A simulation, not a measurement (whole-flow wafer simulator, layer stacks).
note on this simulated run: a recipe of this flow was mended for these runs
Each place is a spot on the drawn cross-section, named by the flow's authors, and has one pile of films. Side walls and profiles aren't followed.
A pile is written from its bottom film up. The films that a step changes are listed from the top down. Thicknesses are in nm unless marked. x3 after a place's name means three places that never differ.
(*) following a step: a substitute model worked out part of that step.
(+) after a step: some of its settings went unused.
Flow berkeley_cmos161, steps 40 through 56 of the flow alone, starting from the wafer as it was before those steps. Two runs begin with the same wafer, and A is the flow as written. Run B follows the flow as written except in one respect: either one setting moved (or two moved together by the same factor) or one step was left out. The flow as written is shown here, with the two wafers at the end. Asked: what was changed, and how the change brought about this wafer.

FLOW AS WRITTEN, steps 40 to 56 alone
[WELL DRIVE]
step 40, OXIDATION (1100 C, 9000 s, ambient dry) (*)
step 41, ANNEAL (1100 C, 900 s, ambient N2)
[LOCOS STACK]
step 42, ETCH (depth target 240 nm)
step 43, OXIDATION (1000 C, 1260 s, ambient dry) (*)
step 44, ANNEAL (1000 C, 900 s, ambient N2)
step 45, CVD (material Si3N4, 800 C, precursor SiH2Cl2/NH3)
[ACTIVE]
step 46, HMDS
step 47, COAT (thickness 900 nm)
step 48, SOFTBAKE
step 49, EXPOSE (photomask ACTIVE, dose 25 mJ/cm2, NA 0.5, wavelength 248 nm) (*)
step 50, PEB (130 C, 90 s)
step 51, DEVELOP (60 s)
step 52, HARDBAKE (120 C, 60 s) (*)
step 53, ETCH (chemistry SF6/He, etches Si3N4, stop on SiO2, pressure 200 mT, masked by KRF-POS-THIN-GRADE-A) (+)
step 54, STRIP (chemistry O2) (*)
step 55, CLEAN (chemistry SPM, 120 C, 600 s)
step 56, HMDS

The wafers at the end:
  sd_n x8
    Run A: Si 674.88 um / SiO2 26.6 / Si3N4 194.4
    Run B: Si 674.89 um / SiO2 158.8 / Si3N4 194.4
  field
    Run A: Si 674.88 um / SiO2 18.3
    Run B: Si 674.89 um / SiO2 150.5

Cause: step 42, ETCH: depth target 48 nm was run, while the flow as written has depth target 240 nm.

The path from the change to this, step by step:
  step 42, ETCH (depth target 240 nm)
      field, sd_n x8: A SiO2 loses 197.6 (all of it) | B SiO2 loses 48
  step 43, OXIDATION (1000 C, 1260 s, ambient dry) (*)
      field, sd_n x8: A SiO2 gains 26.6 (new film), Si loses 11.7 | B SiO2 gains 9.13, Si loses 4.02
